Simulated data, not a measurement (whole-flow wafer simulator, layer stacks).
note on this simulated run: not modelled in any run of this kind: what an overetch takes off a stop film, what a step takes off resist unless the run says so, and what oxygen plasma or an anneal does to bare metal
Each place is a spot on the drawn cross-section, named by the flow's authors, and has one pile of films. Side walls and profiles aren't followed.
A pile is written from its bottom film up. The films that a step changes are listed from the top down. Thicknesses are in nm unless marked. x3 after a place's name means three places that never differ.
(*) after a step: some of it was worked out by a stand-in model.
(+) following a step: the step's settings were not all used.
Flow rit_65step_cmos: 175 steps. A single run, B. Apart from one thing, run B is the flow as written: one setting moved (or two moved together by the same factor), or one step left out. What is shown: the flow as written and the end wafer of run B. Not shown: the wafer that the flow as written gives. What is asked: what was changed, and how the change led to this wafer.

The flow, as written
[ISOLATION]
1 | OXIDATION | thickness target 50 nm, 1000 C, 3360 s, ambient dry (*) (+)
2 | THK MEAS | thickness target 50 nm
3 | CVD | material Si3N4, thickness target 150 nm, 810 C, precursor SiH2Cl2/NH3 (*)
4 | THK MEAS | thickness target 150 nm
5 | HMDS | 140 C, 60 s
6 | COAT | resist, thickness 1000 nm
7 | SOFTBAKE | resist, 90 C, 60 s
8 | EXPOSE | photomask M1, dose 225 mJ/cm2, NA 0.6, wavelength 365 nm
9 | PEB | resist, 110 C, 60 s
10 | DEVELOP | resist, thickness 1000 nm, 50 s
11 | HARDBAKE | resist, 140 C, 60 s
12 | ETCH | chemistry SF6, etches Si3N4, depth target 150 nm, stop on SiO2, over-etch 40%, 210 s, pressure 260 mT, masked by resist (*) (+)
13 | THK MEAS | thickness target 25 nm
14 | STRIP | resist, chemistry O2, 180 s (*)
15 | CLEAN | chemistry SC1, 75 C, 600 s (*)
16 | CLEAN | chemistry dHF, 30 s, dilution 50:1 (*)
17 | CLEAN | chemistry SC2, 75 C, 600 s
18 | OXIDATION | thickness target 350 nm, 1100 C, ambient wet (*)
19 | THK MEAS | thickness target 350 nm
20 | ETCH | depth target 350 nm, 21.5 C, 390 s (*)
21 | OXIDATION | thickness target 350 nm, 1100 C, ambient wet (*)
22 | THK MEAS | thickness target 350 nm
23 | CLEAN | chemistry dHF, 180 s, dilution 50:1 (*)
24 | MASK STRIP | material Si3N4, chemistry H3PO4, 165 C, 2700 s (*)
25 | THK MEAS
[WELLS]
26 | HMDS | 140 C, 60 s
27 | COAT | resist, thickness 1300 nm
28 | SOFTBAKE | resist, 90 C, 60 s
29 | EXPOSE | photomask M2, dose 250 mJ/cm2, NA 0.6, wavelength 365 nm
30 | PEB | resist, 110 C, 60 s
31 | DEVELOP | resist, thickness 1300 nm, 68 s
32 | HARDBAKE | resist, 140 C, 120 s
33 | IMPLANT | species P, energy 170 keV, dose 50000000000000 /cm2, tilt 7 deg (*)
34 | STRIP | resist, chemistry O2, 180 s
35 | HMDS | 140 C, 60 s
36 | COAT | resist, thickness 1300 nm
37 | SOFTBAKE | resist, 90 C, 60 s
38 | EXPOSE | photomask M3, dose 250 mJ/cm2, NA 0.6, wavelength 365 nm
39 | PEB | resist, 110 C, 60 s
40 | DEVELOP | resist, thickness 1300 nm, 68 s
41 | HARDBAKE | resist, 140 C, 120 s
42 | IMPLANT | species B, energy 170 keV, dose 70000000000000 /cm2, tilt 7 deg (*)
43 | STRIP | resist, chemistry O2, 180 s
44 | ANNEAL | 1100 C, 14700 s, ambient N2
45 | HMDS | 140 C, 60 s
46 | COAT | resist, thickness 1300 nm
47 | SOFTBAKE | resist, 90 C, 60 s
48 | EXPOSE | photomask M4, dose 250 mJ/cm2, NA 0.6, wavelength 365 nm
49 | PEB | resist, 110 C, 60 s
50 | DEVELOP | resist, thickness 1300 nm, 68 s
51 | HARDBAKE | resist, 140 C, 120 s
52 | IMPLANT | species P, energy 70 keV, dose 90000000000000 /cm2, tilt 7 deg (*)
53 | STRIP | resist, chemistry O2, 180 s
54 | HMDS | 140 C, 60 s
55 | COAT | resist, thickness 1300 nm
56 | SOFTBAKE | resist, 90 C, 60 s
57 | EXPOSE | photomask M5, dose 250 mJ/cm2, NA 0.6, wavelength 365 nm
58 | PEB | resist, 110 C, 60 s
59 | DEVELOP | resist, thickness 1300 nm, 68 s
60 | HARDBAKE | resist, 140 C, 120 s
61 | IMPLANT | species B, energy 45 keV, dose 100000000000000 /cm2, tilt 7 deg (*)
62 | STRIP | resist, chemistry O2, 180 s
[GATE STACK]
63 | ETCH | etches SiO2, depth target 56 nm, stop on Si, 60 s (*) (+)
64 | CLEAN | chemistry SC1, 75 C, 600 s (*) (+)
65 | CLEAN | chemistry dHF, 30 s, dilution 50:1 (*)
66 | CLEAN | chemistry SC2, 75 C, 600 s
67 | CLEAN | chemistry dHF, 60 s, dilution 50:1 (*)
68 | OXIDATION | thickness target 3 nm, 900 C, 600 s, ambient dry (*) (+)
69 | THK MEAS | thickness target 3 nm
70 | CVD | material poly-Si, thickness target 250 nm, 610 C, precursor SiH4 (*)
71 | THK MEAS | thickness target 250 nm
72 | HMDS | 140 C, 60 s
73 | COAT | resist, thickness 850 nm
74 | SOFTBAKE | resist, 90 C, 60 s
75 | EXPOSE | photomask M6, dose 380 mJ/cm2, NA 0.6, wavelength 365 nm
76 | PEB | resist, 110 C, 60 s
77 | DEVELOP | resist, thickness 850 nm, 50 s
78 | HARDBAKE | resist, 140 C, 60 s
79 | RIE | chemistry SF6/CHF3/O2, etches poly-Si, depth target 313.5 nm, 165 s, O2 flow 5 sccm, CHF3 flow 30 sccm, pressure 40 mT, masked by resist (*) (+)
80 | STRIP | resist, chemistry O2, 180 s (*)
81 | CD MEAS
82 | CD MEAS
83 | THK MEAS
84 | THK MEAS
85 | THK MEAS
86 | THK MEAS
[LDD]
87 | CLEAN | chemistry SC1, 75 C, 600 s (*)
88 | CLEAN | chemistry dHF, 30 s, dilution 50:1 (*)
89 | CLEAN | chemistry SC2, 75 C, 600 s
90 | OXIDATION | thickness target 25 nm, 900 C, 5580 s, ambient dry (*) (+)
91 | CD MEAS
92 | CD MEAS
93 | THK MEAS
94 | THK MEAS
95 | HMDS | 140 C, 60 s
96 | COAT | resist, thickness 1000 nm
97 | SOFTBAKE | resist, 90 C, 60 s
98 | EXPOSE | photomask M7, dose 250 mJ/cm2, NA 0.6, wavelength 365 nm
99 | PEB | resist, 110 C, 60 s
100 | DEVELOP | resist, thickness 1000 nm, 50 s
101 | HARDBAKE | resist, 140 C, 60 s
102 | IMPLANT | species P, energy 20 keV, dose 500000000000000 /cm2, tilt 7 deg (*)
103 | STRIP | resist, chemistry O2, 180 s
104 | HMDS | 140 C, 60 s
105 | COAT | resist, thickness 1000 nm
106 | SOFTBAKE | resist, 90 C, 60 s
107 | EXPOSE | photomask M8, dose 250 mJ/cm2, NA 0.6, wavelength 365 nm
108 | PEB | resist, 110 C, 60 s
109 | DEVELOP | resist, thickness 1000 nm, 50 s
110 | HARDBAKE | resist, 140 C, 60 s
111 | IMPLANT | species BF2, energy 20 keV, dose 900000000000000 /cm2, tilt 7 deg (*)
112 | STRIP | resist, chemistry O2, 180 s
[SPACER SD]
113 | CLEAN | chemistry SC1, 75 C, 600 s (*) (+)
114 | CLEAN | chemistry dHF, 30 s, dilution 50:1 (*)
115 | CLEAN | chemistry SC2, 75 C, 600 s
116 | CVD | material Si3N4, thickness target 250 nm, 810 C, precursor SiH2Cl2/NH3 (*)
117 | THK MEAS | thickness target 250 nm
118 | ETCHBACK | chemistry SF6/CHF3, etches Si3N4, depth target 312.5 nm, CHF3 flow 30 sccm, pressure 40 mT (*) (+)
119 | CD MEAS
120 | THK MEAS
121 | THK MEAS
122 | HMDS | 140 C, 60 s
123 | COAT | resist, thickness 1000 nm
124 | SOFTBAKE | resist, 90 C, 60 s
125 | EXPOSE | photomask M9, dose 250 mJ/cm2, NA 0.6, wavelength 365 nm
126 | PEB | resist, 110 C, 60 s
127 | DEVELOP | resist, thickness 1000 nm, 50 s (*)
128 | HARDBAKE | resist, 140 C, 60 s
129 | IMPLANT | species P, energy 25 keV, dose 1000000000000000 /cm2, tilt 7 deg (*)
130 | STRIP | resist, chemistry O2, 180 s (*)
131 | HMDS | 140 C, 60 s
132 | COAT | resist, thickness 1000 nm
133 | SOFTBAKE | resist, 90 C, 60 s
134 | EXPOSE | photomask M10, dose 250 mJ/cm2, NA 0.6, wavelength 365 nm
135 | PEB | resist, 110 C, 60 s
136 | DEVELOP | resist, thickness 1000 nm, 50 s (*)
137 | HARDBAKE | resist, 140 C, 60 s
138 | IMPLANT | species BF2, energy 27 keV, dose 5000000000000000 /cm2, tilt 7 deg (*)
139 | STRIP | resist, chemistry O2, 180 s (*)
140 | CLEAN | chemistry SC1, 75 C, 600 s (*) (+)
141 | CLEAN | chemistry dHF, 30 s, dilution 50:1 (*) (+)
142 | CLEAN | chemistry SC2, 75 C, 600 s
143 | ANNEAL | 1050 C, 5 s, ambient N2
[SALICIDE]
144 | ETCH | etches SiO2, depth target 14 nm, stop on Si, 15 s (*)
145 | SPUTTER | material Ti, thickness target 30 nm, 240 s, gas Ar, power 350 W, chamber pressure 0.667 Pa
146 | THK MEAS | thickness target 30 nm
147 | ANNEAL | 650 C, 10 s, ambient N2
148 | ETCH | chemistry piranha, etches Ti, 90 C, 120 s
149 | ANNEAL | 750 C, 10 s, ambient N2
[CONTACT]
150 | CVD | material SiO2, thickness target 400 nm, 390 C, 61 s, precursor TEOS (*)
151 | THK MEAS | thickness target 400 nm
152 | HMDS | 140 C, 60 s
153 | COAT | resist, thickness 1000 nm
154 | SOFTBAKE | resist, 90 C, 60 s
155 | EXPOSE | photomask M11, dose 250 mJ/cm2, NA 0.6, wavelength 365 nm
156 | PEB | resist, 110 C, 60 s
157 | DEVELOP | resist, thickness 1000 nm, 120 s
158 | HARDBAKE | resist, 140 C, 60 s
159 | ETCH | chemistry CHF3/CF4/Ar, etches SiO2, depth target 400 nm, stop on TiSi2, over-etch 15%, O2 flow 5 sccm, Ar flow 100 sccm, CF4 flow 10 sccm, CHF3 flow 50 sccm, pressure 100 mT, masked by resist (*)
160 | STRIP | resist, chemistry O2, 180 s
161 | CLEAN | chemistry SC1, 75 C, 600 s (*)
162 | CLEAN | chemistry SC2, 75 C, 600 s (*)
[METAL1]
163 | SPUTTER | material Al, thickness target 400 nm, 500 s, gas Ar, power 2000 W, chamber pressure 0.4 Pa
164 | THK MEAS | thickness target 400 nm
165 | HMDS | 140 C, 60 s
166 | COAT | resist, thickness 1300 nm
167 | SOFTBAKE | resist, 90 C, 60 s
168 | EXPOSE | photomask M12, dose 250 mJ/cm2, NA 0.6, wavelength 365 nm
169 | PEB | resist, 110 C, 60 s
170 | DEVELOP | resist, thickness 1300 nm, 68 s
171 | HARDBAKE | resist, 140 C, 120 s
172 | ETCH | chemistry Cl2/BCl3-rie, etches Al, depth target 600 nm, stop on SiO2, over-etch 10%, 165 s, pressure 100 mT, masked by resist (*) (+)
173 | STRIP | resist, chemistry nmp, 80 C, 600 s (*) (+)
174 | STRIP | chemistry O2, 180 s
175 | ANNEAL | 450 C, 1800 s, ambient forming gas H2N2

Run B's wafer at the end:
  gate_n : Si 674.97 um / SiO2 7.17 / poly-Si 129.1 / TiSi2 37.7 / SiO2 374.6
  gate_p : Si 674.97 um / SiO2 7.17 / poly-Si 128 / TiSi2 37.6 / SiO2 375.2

Cause: step 145, SPUTTER: 168 s was run, whereas the flow has 240 s.

Step by step, how the change led to this:
  145 | SPUTTER | material Ti, thickness target 30 nm, 240 s, gas Ar, power 350 W, chamber pressure 0.667 Pa
      field, field_pw, field_nw, field_p, spacer, spacer_p: +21 Ti (new film) (in the flow as written it would be: +30 Ti (new film))
      gate_n: +19.1 Ti (new film) (in the flow as written it would be: +27.3 Ti (new film))
      (and at 1 other place as well)
  147 | ANNEAL | 650 C, 10 s, ambient N2
      gate_n: -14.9 Ti, +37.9 TiSi2 C49 (new film), -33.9 poly-Si (in the flow as written it would be: -21.3 Ti, +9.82 TiSi first (new film), +39.5 TiSi2 C49 (new film), -41.9 poly-Si)
      gate_p: -14.8 Ti, +37.7 TiSi2 C49 (new film), -33.8 poly-Si (in the flow as written it would be: -21.2 Ti, +9.56 TiSi first (new film), +39.6 TiSi2 C49 (new film), -41.9 poly-Si)
  148 | ETCH | chemistry piranha, etches Ti, 90 C, 120 s
      gate_n: -4.2 Ti (all of it), -0.11 TiSi2 C49 (in the flow as written it would be: -6 Ti (all of it), -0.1 TiSi first)
      gate_p: -4.18 Ti (all of it), -0.11 TiSi2 C49 (in the flow as written it would be: -5.97 Ti (all of it), -0.1 TiSi first)
      (and at 6 other places as well)
  149 | ANNEAL | 750 C, 10 s, ambient N2
      gate_n: +37.7 TiSi2 (new film), -37.8 TiSi2 C49 (all of it) (in the flow as written it would be: +50.8 TiSi2 (new film), -9.72 TiSi first (all of it), -39.5 TiSi2 C49 (all of it), -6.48 poly-Si)
      gate_p: +37.6 TiSi2 (new film), -37.6 TiSi2 C49 (all of it) (in the flow as written it would be: +50.6 TiSi2 (new film), -9.46 TiSi first (all of it), -39.6 TiSi2 C49 (all of it), -6.31 poly-Si)
